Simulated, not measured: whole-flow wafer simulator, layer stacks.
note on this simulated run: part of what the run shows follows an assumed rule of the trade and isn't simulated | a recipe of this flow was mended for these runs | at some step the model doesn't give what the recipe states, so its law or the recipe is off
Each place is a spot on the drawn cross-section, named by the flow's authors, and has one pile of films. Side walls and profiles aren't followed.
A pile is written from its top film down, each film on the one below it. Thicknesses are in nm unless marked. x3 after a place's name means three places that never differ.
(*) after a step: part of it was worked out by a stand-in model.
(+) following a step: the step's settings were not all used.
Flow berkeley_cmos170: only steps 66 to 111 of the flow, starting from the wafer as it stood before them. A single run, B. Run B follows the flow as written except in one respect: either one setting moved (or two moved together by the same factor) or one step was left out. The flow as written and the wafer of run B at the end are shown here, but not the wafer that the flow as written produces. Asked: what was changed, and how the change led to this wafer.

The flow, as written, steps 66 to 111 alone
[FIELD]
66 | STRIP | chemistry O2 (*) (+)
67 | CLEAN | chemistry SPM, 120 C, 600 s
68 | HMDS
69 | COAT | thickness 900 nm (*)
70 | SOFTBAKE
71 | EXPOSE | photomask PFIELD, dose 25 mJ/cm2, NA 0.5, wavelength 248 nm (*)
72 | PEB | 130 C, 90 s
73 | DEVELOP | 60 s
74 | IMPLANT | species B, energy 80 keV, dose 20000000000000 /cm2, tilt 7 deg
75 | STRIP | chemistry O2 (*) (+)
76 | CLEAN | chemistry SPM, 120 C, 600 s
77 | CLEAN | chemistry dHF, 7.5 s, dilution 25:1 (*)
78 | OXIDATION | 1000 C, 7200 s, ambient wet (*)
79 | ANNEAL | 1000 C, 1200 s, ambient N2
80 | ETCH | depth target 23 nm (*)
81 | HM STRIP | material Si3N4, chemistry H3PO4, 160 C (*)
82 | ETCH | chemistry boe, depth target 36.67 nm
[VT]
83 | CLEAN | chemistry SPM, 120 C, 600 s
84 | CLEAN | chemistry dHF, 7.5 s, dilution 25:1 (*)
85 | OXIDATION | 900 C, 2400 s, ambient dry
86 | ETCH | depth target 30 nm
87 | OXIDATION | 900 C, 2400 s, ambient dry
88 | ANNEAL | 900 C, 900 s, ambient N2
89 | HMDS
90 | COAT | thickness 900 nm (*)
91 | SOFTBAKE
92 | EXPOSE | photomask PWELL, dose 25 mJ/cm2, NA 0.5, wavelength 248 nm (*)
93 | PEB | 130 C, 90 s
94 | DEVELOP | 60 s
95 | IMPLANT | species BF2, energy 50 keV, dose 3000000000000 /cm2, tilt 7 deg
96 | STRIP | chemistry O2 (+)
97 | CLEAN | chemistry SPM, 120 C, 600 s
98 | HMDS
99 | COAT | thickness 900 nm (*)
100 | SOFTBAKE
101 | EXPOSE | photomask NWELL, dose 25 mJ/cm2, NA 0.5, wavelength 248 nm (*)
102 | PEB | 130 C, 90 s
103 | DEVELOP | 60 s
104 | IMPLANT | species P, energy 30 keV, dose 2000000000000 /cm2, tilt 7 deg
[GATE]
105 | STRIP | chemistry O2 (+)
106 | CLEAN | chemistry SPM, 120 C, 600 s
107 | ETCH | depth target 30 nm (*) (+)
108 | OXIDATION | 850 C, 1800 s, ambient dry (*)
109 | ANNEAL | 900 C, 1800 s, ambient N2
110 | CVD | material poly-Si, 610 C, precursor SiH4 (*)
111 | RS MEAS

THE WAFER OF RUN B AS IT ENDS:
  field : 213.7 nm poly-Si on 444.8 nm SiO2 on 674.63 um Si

What caused this: step 82, ETCH: depth target 20.17 nm was run, whereas the flow has depth target 36.67 nm.

Step by step, how the change led to this:
  82 | ETCH | chemistry boe, depth target 36.67 nm
      field: -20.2 SiO2 (as written it would have been: -36.7 SiO2)
